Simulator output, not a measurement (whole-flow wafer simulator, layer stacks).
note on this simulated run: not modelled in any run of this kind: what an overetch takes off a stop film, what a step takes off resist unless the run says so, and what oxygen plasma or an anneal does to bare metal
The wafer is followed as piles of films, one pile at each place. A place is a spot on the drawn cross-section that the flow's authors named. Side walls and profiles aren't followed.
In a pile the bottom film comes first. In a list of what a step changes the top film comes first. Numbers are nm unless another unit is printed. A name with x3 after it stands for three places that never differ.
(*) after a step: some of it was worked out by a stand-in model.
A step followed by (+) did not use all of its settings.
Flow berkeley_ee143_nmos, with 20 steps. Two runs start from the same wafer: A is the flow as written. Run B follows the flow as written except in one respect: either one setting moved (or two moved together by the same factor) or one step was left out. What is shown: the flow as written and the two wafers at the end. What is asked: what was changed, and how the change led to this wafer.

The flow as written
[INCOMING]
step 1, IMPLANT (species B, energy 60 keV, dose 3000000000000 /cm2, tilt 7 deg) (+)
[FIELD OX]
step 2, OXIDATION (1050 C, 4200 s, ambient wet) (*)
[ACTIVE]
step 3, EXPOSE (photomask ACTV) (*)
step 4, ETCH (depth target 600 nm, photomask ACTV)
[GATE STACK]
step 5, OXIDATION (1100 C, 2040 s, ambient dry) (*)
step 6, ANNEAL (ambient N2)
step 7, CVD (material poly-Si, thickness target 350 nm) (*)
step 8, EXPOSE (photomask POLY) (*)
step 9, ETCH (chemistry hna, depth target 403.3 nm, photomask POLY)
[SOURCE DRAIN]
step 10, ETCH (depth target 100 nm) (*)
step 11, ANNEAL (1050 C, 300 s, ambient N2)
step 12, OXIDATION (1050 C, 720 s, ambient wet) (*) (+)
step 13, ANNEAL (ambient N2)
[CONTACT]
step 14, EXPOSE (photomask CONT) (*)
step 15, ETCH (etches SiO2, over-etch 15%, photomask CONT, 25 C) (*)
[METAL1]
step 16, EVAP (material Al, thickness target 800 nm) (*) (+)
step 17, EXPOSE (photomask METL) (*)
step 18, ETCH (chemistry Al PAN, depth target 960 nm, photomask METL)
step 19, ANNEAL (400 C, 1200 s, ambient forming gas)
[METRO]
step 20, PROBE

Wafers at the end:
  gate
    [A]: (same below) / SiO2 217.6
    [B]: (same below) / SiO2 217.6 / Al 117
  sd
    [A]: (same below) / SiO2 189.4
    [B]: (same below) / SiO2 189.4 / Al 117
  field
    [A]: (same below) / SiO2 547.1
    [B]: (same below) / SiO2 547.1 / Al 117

What caused this: step 18, ETCH: depth target 683 nm was run, though the flow has depth target 960 nm.

The path from the change to this, step by step:
  step 18, ETCH (chemistry Al PAN, depth target 960 nm, photomask METL)
      gate, sd, field: A Al loses 800 (all of it) | B Al loses 683
Taking metal films that touch as one body, gate has 1 body; the flow as written gives 0 bodies.
Taking metal films that touch as one body, sd has 1 body; the flow as written gives 0 bodies.
Taking metal films that touch as one body, field has 1 body; the flow as written gives 0 bodies.
